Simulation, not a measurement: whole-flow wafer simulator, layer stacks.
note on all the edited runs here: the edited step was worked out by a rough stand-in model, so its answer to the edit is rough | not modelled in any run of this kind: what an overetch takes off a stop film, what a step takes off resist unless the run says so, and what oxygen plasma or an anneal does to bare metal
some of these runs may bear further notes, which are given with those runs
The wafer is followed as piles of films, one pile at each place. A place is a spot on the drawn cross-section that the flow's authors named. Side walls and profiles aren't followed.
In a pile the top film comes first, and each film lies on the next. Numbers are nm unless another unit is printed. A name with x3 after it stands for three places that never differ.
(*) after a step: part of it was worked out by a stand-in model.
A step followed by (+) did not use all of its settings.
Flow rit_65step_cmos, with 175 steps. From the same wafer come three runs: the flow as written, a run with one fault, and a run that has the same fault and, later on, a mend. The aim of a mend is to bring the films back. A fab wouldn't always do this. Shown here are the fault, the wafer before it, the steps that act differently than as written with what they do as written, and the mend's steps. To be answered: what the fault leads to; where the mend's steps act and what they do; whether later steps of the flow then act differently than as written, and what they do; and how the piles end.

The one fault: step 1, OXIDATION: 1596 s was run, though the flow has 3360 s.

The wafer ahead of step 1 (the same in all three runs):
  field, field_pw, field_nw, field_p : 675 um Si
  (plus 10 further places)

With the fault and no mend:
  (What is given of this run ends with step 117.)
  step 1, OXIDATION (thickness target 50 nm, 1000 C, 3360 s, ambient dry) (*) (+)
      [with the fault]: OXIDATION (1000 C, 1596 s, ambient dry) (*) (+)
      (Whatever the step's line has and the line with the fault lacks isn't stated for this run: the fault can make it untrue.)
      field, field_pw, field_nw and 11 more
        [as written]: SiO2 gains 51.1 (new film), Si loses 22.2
        [with the fault]: SiO2 gains 35 (new film), Si loses 15.1
  Later steps of the flow acting differently than as written (not shown: 36 more steps that differ only slightly, by at most 2% or 0.5 nm, whichever is larger):
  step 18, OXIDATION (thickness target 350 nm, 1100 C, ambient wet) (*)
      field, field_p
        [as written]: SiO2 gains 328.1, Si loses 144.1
        [with the fault]: SiO2 gains 340.4, Si loses 149.5
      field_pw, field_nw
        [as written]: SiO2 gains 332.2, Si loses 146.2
        [with the fault]: SiO2 gains 344.5, Si loses 151.6
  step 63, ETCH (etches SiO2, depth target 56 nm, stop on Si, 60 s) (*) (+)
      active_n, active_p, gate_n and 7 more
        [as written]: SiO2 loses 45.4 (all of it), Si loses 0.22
        [with the fault]: SiO2 loses 29.3 (all of it), Si loses 0.55
  The piles after step 117 are only slightly different from the flow's at the places that both follow, by no more than 2% or 0.5 nm, whichever is larger.

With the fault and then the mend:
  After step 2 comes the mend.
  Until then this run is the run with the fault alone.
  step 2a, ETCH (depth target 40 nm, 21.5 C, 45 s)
      field, field_pw, field_nw and 11 more
        SiO2 loses 35 (all of it)
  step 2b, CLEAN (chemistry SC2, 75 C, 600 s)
      field, field_pw, field_nw and 11 more
        chemical SiO2 gains 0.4 (new film), Si loses 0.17
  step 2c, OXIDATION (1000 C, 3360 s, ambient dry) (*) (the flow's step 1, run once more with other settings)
      field, field_pw, field_nw and 11 more
        SiO2 gains 51 (new film), chemical SiO2 loses 0.4 (all of it), Si loses 22.3
  Later steps of the flow acting differently than as written (not shown: 17 more steps that differ only slightly, by at most 2% or 0.5 nm, whichever is larger):
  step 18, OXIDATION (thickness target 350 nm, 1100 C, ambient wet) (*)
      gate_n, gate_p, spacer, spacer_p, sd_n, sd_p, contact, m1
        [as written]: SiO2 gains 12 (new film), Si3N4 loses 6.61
        [with the mend]: SiO2 gains 12 (new film), Si3N4 loses 6.61, SiO2 gains 0.03
  The piles end only slightly different from the flow's at the places that both follow, by no more than 2% or 0.5 nm, whichever is larger.
